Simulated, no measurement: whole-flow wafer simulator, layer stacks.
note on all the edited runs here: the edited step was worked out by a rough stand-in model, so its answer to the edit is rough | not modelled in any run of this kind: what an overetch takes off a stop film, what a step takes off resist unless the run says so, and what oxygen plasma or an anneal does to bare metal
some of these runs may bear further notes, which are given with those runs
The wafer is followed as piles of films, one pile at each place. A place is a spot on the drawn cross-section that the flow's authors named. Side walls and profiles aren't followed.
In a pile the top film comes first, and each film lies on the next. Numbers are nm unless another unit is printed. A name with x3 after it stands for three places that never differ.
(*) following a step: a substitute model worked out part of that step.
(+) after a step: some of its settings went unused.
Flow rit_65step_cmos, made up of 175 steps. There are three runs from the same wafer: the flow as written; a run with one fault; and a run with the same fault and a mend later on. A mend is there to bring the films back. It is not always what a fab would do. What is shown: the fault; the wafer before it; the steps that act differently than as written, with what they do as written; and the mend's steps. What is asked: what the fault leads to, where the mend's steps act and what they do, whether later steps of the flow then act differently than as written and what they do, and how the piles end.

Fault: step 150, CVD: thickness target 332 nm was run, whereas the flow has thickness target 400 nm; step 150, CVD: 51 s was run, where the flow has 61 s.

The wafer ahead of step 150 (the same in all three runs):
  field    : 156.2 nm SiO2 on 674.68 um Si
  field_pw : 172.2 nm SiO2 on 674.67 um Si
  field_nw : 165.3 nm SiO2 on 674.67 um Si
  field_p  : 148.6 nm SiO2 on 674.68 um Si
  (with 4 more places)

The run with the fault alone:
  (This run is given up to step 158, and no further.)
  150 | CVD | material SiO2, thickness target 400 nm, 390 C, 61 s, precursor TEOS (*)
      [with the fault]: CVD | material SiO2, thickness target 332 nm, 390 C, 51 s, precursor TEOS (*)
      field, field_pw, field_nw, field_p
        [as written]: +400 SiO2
        [with the fault]: +332 SiO2
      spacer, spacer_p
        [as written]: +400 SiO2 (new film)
        [with the fault]: +332 SiO2 (new film)
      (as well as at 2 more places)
  None of the later steps of the flow up to step 158 differs from how it acts as written, at any place that is followed, by more than 2% or 0.5 nm, whichever is larger.
  After step 158, at field, field_pw, field_nw, field_p, gate_n, gate_p, spacer, spacer_p, the piles differ from the flow's by more than 2% or 0.5 nm, whichever is larger.
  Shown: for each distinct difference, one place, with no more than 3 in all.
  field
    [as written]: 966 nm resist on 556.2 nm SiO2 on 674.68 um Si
    [with the fault]: 965.4 nm resist on 488.2 nm SiO2 on 674.68 um Si
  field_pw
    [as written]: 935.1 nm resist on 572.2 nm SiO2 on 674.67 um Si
    [with the fault]: 934.7 nm resist on 504.2 nm SiO2 on 674.67 um Si
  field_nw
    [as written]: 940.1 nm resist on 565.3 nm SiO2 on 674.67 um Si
    [with the fault]: 939.7 nm resist on 497.3 nm SiO2 on 674.67 um Si

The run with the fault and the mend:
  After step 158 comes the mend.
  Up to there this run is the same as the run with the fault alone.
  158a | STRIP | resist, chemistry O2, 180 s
      field
        -965.4 resist (all of it)
      field_pw
        -934.7 resist (all of it)
      field_nw
        -939.7 resist (all of it)
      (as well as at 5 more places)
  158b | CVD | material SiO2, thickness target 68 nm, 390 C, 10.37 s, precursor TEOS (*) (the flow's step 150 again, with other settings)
      field, field_pw, field_nw, field_p, spacer, spacer_p
        +68 SiO2
      gate_n, gate_p
        +66.8 SiO2
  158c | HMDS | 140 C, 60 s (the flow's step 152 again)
      does not change any film at any place that is followed
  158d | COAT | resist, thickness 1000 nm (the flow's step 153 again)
      field
        +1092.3 resist (new film)
      field_pw
        +1057.3 resist (new film)
      field_nw
        +1063.1 resist (new film)
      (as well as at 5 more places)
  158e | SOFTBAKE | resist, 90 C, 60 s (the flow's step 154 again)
      does not change any film at any place that is followed
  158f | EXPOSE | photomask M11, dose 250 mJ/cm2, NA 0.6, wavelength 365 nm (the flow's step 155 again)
      does not change any film at any place that is followed
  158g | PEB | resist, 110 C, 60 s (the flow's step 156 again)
      gate_n, gate_p
        -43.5 resist
      field
        -57 resist
      field_pw
        -55.1 resist
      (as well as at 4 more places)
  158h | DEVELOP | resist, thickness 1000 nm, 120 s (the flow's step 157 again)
      field_p, spacer
        -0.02 resist
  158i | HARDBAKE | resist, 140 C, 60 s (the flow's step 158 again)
      spacer, spacer_p
        -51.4 resist
      field
        -70.1 resist
      field_pw
        -67.6 resist
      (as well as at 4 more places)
  Later steps of the flow acting differently than as written (5 other steps are not shown; they differ only slightly, by no more than 2% or 0.5 nm, whichever is larger):
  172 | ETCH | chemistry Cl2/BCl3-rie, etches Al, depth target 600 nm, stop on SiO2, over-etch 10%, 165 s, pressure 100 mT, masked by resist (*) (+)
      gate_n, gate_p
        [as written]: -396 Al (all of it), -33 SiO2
        [with the mend]: -390.6 Al (all of it), -33.7 SiO2
  At the end the piles are close to the flow's at the places that both follow, differing by at most 2% or 0.5 nm, whichever is larger.
